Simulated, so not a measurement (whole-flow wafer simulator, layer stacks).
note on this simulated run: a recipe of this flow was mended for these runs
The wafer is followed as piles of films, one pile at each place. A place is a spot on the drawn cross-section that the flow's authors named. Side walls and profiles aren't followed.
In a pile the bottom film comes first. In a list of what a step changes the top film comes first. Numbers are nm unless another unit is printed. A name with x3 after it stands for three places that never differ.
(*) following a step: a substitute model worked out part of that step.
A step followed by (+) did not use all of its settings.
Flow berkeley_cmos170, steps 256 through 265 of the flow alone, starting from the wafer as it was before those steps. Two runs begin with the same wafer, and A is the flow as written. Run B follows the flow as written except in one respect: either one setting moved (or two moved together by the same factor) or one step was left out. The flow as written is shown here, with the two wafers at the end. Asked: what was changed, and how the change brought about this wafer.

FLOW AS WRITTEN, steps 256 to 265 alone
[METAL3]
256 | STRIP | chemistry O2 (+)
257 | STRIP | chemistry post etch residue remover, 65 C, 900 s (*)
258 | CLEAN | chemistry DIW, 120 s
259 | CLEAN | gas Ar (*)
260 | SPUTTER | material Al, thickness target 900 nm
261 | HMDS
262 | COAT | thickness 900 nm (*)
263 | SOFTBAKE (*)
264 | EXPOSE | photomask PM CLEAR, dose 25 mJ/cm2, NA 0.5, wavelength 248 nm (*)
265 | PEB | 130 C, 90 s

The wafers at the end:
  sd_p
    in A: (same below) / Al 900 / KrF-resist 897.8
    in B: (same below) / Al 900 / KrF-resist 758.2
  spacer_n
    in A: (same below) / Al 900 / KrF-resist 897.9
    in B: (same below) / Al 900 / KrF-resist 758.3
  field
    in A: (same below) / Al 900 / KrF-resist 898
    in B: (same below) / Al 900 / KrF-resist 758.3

What caused this: step 262, COAT: thickness 760 nm was run, while the flow as written has thickness 900 nm.

Step by step, how the change led to this:
  262 | COAT | thickness 900 nm (*)
      field, mark: A KrF-resist gains 900 (new film) | B KrF-resist gains 760 (new film)
      spacer_n, gate_n: A KrF-resist gains 899.9 (new film) | B KrF-resist gains 759.9 (new film)
      (also at 9 further places)
  265 | PEB | 130 C, 90 s
      via2: A KrF-resist loses 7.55 | B KrF-resist loses 6.43
